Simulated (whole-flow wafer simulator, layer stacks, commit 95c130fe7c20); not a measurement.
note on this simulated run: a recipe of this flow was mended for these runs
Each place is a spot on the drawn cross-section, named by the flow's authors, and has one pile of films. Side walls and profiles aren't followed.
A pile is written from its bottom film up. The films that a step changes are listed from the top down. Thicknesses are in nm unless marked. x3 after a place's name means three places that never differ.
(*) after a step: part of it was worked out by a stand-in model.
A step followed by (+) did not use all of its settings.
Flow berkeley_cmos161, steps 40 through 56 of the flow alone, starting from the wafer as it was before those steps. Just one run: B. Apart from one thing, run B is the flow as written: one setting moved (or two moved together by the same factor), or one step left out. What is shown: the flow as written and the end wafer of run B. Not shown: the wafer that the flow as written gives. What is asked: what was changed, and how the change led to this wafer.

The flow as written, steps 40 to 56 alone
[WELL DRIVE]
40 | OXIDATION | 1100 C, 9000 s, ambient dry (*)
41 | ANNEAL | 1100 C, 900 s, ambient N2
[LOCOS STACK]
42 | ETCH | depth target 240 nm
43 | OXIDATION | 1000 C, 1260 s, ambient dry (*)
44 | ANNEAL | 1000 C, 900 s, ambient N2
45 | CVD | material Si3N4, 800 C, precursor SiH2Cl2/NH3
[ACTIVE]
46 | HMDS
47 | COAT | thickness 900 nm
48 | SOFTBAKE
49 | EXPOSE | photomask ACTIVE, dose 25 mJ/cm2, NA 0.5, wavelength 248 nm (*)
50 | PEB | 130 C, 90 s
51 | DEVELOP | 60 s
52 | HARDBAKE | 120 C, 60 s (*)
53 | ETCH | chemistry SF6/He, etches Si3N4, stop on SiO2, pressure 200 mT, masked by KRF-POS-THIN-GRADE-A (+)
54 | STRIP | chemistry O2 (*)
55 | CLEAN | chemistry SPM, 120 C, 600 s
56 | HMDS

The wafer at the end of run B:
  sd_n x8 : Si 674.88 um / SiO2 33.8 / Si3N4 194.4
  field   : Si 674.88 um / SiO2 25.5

Cause: step 42, ETCH: depth target 187 nm was run, while the flow as written has depth target 240 nm.

How this came from the change, step by step:
  42 | ETCH | depth target 240 nm
      field, sd_n x8: SiO2 loses 187 (it would be, as written: SiO2 loses 197.6 (all of it))
  43 | OXIDATION | 1000 C, 1260 s, ambient dry (*)
      field, sd_n x8: SiO2 gains 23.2, Si loses 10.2 (it would be, as written: SiO2 gains 26.6 (new film), Si loses 11.7)
